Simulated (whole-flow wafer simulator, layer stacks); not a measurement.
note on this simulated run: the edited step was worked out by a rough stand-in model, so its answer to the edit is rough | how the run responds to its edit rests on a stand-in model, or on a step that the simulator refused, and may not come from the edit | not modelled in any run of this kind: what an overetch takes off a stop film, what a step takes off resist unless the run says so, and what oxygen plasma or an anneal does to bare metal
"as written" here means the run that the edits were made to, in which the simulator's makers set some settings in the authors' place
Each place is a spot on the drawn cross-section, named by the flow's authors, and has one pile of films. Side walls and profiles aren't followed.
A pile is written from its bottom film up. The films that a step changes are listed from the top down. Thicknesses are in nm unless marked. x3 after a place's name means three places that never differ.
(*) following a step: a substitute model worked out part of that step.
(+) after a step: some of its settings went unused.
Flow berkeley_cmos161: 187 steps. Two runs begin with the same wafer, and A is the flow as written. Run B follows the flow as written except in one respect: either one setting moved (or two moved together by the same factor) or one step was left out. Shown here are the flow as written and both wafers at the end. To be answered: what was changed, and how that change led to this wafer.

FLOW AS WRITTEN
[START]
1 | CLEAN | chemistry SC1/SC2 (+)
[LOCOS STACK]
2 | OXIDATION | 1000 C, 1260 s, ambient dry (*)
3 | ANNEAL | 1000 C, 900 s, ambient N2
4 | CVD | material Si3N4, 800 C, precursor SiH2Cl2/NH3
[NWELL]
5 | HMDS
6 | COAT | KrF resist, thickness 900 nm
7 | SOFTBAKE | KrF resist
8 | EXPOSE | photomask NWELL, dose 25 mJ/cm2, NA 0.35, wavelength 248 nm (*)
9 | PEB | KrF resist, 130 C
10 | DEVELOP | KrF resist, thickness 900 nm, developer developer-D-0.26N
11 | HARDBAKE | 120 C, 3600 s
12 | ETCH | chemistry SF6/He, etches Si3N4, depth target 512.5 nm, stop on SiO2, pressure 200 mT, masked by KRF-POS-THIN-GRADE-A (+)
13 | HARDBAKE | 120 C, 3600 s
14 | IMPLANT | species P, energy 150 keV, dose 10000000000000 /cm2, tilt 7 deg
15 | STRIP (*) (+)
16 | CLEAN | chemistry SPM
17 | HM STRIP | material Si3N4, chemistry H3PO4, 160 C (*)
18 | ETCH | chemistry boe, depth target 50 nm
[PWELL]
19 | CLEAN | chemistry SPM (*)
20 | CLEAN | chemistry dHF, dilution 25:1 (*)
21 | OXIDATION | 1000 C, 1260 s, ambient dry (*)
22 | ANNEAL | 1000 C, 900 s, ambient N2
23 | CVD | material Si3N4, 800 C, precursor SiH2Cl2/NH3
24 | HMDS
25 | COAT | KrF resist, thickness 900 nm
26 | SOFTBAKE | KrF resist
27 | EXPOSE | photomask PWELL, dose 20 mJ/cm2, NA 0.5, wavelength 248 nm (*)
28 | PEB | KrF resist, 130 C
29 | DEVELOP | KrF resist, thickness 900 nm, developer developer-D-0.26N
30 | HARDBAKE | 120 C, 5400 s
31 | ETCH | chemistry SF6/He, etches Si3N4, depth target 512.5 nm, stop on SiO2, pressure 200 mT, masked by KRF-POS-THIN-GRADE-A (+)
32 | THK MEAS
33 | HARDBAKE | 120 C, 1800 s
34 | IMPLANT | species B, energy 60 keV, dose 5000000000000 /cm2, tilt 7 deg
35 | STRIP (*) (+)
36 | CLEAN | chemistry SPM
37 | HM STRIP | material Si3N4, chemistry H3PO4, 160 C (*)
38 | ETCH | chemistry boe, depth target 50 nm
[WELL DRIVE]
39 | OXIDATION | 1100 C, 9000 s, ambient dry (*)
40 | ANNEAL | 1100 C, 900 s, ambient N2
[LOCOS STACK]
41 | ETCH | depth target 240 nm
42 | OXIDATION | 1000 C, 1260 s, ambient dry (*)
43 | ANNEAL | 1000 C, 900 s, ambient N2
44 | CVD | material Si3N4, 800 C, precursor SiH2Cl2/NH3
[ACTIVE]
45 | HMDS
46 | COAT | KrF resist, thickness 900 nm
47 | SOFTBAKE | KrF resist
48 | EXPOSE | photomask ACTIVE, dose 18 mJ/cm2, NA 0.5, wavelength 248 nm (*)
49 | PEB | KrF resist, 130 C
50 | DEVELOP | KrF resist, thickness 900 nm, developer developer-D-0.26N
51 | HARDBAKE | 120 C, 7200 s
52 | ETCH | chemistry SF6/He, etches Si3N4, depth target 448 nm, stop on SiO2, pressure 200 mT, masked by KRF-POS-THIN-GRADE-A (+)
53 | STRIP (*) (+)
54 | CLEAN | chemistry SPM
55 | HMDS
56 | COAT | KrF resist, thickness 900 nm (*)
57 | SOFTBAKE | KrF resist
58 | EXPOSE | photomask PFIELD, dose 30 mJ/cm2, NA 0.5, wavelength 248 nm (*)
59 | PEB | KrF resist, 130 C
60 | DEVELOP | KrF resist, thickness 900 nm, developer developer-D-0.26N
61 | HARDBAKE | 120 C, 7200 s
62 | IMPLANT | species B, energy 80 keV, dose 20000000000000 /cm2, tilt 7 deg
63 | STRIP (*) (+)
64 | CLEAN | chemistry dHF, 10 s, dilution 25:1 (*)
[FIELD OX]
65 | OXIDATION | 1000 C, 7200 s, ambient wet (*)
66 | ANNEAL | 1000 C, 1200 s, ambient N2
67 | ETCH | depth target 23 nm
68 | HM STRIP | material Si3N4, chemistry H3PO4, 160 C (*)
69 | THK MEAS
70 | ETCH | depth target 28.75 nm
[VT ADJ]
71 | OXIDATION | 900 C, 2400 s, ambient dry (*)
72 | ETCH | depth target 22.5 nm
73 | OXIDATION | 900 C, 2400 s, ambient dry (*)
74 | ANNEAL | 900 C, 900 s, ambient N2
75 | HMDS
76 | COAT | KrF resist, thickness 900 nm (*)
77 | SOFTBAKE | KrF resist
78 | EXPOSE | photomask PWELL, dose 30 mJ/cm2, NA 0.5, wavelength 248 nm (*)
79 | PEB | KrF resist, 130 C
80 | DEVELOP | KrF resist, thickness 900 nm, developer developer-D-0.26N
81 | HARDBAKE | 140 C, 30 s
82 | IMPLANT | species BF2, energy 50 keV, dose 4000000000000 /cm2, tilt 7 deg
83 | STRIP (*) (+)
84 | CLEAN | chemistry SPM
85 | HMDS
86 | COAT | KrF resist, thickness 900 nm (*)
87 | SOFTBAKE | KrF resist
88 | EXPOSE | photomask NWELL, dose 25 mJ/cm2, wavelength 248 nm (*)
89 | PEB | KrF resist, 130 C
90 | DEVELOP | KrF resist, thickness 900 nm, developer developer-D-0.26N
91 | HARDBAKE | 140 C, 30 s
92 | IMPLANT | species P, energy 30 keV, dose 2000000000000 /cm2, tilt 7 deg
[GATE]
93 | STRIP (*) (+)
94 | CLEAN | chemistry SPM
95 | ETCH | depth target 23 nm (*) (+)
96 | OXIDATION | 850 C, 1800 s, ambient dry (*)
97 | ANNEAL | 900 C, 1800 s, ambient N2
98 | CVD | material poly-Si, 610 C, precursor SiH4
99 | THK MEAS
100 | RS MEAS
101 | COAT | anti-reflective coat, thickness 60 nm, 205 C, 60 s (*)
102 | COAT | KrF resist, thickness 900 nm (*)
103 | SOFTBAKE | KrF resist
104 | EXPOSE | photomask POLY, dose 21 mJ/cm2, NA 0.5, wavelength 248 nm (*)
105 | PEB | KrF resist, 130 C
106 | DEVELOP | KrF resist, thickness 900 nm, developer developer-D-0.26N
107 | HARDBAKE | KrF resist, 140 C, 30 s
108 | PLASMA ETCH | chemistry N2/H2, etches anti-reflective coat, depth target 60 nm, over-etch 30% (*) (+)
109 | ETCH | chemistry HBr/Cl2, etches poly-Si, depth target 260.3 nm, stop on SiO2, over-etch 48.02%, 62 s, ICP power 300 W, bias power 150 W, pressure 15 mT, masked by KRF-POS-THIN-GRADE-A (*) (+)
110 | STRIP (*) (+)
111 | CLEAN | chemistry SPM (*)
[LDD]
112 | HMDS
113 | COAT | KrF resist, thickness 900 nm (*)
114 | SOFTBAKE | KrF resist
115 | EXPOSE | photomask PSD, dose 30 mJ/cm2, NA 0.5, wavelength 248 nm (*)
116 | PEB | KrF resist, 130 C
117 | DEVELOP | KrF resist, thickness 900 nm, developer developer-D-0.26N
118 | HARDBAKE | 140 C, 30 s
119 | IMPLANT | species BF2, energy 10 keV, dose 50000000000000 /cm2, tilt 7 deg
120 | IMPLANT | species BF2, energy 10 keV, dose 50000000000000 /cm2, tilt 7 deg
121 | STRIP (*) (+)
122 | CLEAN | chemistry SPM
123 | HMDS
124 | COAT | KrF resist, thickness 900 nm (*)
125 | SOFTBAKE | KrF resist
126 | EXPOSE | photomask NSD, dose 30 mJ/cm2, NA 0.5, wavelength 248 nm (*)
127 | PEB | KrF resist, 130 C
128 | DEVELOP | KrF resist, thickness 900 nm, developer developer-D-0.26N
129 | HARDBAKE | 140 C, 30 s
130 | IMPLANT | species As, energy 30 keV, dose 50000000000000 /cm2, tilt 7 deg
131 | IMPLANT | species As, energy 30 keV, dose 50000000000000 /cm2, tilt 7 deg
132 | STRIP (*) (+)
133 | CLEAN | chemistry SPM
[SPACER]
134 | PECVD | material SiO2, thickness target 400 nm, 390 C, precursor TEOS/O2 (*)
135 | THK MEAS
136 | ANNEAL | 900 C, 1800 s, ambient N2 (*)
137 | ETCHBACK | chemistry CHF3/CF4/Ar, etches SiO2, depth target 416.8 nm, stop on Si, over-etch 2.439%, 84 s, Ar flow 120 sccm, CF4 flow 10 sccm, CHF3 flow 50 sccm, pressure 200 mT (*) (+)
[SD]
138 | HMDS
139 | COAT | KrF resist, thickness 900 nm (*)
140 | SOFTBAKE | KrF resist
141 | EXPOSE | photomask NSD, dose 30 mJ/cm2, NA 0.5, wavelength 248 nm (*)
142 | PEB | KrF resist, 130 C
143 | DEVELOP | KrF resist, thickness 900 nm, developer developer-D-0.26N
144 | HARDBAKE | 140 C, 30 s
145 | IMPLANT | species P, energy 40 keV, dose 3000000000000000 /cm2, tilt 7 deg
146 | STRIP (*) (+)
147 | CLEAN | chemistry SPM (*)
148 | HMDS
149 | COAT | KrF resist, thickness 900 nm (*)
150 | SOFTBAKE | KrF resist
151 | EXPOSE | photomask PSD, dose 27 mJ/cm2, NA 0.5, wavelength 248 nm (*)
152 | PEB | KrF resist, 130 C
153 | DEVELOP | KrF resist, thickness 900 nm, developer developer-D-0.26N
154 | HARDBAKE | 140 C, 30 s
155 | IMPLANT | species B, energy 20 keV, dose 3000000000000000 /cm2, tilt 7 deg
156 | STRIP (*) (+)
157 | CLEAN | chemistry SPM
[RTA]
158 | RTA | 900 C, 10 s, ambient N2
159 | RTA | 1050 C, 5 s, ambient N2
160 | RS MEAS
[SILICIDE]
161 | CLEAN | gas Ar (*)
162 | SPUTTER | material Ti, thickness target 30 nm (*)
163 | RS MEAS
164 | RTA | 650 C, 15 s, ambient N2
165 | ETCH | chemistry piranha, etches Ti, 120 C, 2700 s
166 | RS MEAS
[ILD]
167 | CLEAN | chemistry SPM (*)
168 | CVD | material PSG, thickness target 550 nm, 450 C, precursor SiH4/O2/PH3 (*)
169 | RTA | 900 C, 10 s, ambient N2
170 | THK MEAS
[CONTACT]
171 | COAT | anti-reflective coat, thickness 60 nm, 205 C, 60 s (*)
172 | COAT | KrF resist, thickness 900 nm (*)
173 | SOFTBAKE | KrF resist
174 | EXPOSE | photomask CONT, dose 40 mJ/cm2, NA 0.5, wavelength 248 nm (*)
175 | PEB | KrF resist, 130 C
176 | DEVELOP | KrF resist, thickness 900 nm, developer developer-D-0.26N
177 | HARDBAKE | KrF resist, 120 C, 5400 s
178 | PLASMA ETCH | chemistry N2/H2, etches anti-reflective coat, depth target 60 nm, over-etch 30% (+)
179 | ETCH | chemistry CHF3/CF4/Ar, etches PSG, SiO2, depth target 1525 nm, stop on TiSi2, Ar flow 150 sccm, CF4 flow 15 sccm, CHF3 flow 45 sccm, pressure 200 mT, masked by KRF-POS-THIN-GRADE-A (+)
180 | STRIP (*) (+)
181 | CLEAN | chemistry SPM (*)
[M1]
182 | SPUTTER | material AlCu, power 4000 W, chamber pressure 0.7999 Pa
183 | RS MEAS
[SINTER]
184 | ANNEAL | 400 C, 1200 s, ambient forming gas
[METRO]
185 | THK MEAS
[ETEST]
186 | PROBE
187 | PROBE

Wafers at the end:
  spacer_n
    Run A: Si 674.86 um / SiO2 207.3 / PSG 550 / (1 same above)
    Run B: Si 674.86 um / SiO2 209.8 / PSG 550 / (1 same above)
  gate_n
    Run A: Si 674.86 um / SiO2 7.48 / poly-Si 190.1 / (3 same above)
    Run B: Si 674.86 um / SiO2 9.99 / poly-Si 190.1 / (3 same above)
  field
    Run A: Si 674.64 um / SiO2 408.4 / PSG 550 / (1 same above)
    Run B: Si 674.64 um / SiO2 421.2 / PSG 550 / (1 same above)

The reason: step 95, ETCH: depth target 10.19 nm was run, though the flow has depth target 23 nm.

Step by step, how the change led to this:
  95 | ETCH | depth target 23 nm (*) (+)
      sd_n, spacer_n, gate_n, sd_p, spacer_p, gate_p, contact, m1: A SiO2 loses 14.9 (all of it) | B SiO2 loses 10.2
      field: A SiO2 loses 23 | B SiO2 loses 10.2
  96 | OXIDATION | 850 C, 1800 s, ambient dry (*)
      sd_n, spacer_n, gate_n, sd_p, spacer_p, gate_p, contact, m1: A SiO2 gains 7.48 (new film), Si loses 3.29 | B SiO2 gains 5.23, Si loses 2.3
  101 | COAT | anti-reflective coat, thickness 60 nm, 205 C, 60 s (*)
      sd_n: A anti-reflective coat gains 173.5 (new film) | B anti-reflective coat gains 181.2 (new film)
      spacer_n: A anti-reflective coat gains 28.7 (new film) | B anti-reflective coat gains 27 (new film)
      (and at 4 other places as well)
  108 | PLASMA ETCH | chemistry N2/H2, etches anti-reflective coat, depth target 60 nm, over-etch 30% (*) (+)
      sd_n: A anti-reflective coat loses 173.5 (all of it), poly-Si loses 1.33 | B anti-reflective coat loses 181.2 (all of it), poly-Si loses 1.39
      spacer_n: A anti-reflective coat loses 28.7 (all of it), poly-Si loses 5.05 | B anti-reflective coat loses 27 (all of it), poly-Si loses 5.35
      (and at 2 other places as well)
  110 | STRIP (*) (+)
      gate_n: A chemical SiO2 gains 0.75 (new film), KrF resist loses 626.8 (all of it), anti-reflective coat loses 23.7 (all of it), poly-Si loses 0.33 | B chemical SiO2 gains 0.75 (new film), KrF resist loses 633.1 (all of it), anti-reflective coat loses 22 (all of it), poly-Si loses 0.33
      gate_p: A chemical SiO2 gains 0.75 (new film), KrF resist loses 598.2 (all of it), anti-reflective coat loses 27.9 (all of it), poly-Si loses 0.33 | B chemical SiO2 gains 0.75 (new film), KrF resist loses 601.8 (all of it), anti-reflective coat loses 27 (all of it), poly-Si loses 0.33
  171 | COAT | anti-reflective coat, thickness 60 nm, 205 C, 60 s (*)
      sd_n: A anti-reflective coat gains 149.7 (new film) | B anti-reflective coat gains 159.6 (new film)
      m1: A anti-reflective coat gains 97.8 (new film) | B anti-reflective coat gains 100.6 (new film)
  180 | STRIP (*) (+)
      sd_n: A KrF resist loses 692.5 (all of it), anti-reflective coat loses 149.7 (all of it) | B KrF resist loses 690.4 (all of it), anti-reflective coat loses 159.6 (all of it)
      m1: A KrF resist loses 739.9 (all of it), anti-reflective coat loses 97.8 (all of it) | B KrF resist loses 744.3 (all of it), anti-reflective coat loses 100.6 (all of it)
